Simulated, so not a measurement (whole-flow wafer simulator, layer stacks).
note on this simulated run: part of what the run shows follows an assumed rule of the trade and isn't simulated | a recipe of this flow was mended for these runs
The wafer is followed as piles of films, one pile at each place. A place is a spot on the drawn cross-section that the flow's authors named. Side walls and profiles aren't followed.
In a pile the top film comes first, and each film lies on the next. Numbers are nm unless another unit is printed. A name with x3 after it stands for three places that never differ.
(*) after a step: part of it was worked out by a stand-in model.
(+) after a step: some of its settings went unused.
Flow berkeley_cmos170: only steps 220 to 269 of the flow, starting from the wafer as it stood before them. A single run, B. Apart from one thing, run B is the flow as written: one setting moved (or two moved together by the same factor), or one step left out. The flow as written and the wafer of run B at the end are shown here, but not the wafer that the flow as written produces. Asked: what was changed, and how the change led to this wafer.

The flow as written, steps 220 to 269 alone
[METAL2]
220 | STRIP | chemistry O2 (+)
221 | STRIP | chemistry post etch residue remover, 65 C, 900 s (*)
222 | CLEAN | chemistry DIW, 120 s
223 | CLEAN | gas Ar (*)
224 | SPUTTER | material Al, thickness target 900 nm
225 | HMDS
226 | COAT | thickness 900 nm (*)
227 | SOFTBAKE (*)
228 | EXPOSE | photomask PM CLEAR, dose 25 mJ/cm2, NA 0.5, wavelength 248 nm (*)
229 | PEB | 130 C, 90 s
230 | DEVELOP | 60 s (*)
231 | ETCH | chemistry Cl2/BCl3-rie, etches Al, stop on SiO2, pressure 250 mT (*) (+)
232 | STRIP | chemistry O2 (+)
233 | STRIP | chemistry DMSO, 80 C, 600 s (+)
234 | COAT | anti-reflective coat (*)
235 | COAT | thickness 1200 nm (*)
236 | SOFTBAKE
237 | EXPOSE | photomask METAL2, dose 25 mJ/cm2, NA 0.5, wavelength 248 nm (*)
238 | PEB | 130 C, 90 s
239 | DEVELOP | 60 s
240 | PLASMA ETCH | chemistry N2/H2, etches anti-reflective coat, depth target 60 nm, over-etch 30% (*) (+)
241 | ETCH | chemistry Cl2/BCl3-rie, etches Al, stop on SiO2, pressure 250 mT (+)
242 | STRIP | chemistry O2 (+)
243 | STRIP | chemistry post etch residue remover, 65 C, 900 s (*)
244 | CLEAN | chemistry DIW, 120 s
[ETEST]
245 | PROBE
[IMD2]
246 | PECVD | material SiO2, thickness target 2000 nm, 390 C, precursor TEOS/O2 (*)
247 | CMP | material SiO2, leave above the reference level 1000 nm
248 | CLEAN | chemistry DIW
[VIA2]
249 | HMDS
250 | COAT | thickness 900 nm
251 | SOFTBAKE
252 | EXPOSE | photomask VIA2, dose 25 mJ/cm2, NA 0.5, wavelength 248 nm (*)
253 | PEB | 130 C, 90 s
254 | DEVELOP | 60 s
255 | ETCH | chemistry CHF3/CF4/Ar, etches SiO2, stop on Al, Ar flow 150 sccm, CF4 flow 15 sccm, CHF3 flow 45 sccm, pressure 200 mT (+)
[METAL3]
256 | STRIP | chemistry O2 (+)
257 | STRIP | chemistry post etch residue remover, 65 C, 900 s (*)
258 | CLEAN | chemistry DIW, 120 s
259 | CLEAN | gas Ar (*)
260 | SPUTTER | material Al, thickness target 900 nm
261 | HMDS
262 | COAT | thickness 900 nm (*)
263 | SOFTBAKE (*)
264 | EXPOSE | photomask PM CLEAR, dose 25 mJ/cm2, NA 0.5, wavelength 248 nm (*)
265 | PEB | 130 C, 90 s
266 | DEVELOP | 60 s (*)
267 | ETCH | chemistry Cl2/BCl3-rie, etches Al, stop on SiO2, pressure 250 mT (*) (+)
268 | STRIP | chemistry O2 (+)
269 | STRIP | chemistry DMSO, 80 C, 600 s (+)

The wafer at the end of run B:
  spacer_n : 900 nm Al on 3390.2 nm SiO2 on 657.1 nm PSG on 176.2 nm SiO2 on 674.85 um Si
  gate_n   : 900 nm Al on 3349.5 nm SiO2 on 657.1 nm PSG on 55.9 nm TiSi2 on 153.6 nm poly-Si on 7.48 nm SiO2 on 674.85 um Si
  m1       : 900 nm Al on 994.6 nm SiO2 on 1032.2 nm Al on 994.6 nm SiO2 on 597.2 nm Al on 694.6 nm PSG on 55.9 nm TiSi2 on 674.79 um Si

What caused this: step 224, SPUTTER: thickness target 1035 nm was run, while the flow as written has thickness target 900 nm.

How this came from the change, step by step:
  224 | SPUTTER | material Al, thickness target 900 nm
      field, mark, sd_n and 9 more: Al gains 1035 (new film) (it would be, as written: Al gains 900 (new film))
      via1: Al gains 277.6 (it would be, as written: Al gains 259.4)
  226 | COAT | thickness 900 nm (*)
      via1: KrF-resist gains 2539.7 (new film) (it would be, as written: KrF-resist gains 2428.6 (new film))
  229 | PEB | 130 C, 90 s
      via1: KrF-resist loses 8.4 (it would be, as written: KrF-resist loses 7.55)
  231 | ETCH | chemistry Cl2/BCl3-rie, etches Al, stop on SiO2, pressure 250 mT (*) (+)
      field, sd_n, spacer_n and 9 more: KrF-resist loses 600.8 (it would be, as written: KrF-resist loses 533.3)
      mark: Al loses 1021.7 (all of it), SiO2 loses 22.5 (it would be, as written: Al loses 886.7 (all of it), SiO2 loses 22.5)
  232 | STRIP | chemistry O2 (+)
      field, gate_n: KrF-resist loses 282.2 (all of it) (it would be, as written: KrF-resist loses 349.7 (all of it))
      spacer_p, gate_p: KrF-resist loses 281.9 (all of it) (it would be, as written: KrF-resist loses 349.4 (all of it))
      (also at 8 further places)
  234 | COAT | anti-reflective coat (*)
      via1: anti-reflective coat gains 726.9 (new film) (it would be, as written: anti-reflective coat gains 671.1 (new film))
  235 | COAT | thickness 1200 nm (*)
      m1: KrF-resist gains 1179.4 (new film) (it would be, as written: KrF-resist gains 1209.1 (new film))
  241 | ETCH | chemistry Cl2/BCl3-rie, etches Al, stop on SiO2, pressure 250 mT (+)
      field, sd_n, spacer_n, gate_n, sd_p, spacer_p, gate_p: Al loses 1035 (all of it), SiO2 loses 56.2 (it would be, as written: Al loses 900 (all of it), SiO2 loses 56.2)
      contact, m1, via1, m2, via2: KrF-resist loses 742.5 (it would be, as written: KrF-resist loses 675)
      (also at 1 further place)
  242 | STRIP | chemistry O2 (+)
      contact: KrF-resist loses 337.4 (all of it), anti-reflective coat loses 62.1 (all of it) (it would be, as written: KrF-resist loses 412 (all of it), anti-reflective coat loses 62.1 (all of it))
      m1: KrF-resist loses 336 (all of it), anti-reflective coat loses 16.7 (all of it) (it would be, as written: KrF-resist loses 433.1 (all of it), anti-reflective coat loses 16.6 (all of it))
      (also at 3 further places)
  246 | PECVD | material SiO2, thickness target 2000 nm, 390 C, precursor TEOS/O2 (*)
      via1: SiO2 gains 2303 (new film), void gains 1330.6 (new film), SiO2 gains 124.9 (new film) (it would be, as written: SiO2 gains 3103.6 (new film), void gains 387 (new film), SiO2 gains 151 (new film))
  247 | CMP | material SiO2, leave above the reference level 1000 nm
      field, sd_n, spacer_n, gate_n, sd_p, spacer_p, gate_p: nothing (it would be, as written: SiO2 loses 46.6)
  250 | COAT | thickness 900 nm
      sd_n: KrF-resist gains 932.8 (new film) (it would be, as written: KrF-resist gains 900 (new film))
      contact: KrF-resist gains 862.7 (new film) (it would be, as written: KrF-resist gains 900 (new film))
      (also at 4 further places)
  254 | DEVELOP | 60 s
      via2: KrF-resist loses 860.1 (all of it) (it would be, as written: KrF-resist loses 898 (all of it))
  256 | STRIP | chemistry O2 (+)
      sd_n: KrF-resist loses 640.4 (all of it) (it would be, as written: KrF-resist loses 607.6 (all of it))
      contact: KrF-resist loses 570.4 (all of it) (it would be, as written: KrF-resist loses 607.6 (all of it))
      (also at 3 further places)
  262 | COAT | thickness 900 nm (*)
      sd_n: KrF-resist gains 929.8 (new film) (it would be, as written: KrF-resist gains 899.3 (new film))
      contact: KrF-resist gains 859.4 (new film) (it would be, as written: KrF-resist gains 898.4 (new film))
      (also at 3 further places)
  268 | STRIP | chemistry O2 (+)
      sd_n: KrF-resist loses 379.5 (all of it) (it would be, as written: KrF-resist loses 349 (all of it))
      contact: KrF-resist loses 309.2 (all of it) (it would be, as written: KrF-resist loses 348.1 (all of it))
      (also at 4 further places)
